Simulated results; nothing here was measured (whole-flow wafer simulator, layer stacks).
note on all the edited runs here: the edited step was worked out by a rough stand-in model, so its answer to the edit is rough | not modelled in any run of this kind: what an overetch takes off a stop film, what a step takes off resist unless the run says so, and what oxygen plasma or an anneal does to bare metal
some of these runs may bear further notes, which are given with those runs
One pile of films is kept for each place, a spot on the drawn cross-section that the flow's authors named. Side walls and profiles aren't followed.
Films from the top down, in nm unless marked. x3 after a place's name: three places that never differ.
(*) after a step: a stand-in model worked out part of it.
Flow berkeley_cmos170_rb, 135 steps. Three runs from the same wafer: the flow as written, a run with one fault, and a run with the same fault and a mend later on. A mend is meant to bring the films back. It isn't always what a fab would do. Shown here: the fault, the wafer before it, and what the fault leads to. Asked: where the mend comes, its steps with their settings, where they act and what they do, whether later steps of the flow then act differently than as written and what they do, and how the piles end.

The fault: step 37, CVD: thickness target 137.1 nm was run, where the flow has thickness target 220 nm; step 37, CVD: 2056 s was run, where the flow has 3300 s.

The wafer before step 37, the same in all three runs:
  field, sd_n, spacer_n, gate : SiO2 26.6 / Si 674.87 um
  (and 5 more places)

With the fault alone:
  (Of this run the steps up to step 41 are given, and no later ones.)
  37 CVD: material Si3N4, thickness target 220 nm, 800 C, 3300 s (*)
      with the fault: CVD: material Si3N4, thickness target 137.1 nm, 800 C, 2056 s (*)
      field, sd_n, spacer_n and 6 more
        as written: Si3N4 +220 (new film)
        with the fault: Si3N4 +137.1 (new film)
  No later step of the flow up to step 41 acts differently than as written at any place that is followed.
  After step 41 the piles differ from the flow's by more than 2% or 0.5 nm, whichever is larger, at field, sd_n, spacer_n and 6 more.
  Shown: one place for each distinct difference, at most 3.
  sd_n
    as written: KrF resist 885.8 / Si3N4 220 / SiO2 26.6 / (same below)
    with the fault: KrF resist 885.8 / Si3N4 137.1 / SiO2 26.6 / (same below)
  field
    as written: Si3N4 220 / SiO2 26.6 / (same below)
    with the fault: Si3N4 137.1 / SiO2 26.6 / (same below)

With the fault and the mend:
  The mend comes after step 37.
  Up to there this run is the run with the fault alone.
  37a ETCH: chemistry h3po4, depth target 158 nm (the flow's step 30 once more, with other settings)
      field, sd_n, spacer_n and 6 more
        Si3N4 -137.1 (all of it)
  37b CLEAN (*)
      changes no film at any place that is followed
  37c CVD: material Si3N4, thickness target 220 nm, 800 C, 3300 s (*) (the flow's step 37 once more)
      field, sd_n, spacer_n and 6 more
        Si3N4 +220 (new film)
  No later step of the flow acts differently than as written at any place that is followed.
  At the end the piles are the same as the flow's at every place that both follow.
